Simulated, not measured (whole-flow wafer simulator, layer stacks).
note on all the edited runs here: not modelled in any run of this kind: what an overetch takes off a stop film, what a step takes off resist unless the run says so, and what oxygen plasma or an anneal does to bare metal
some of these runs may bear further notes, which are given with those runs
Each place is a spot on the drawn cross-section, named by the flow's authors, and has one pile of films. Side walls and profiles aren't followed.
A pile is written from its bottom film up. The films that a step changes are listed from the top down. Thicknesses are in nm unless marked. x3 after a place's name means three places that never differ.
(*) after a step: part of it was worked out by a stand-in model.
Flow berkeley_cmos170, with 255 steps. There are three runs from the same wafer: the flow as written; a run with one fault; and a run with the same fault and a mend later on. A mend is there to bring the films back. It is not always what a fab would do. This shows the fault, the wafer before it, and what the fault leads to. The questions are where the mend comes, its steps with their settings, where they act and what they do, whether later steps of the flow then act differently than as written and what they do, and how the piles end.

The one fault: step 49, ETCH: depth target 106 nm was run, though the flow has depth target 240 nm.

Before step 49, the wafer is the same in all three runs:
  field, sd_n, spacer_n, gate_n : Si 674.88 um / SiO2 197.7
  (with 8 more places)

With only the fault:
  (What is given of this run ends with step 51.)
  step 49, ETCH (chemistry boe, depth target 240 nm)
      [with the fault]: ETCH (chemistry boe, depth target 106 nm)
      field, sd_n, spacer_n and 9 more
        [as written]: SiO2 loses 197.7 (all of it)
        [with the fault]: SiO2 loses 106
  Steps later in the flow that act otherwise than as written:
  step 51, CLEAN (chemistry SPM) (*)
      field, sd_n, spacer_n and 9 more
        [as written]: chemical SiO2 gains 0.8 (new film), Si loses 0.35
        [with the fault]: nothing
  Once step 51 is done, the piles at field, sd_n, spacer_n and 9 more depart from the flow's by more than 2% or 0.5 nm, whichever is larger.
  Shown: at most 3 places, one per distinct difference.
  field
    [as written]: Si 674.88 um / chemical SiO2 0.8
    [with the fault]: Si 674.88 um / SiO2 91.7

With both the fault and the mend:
  The mend follows step 50.
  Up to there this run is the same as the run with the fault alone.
  step 50a, ETCH (chemistry boe, depth target 134 nm) (the flow's step 49, run once more with other settings)
      field, sd_n, spacer_n and 9 more
        SiO2 loses 91.7 (all of it)
  None of the later steps of the flow acts differently than as written at any place that is followed.
  The piles end the same as the flow's at every place that both follow.
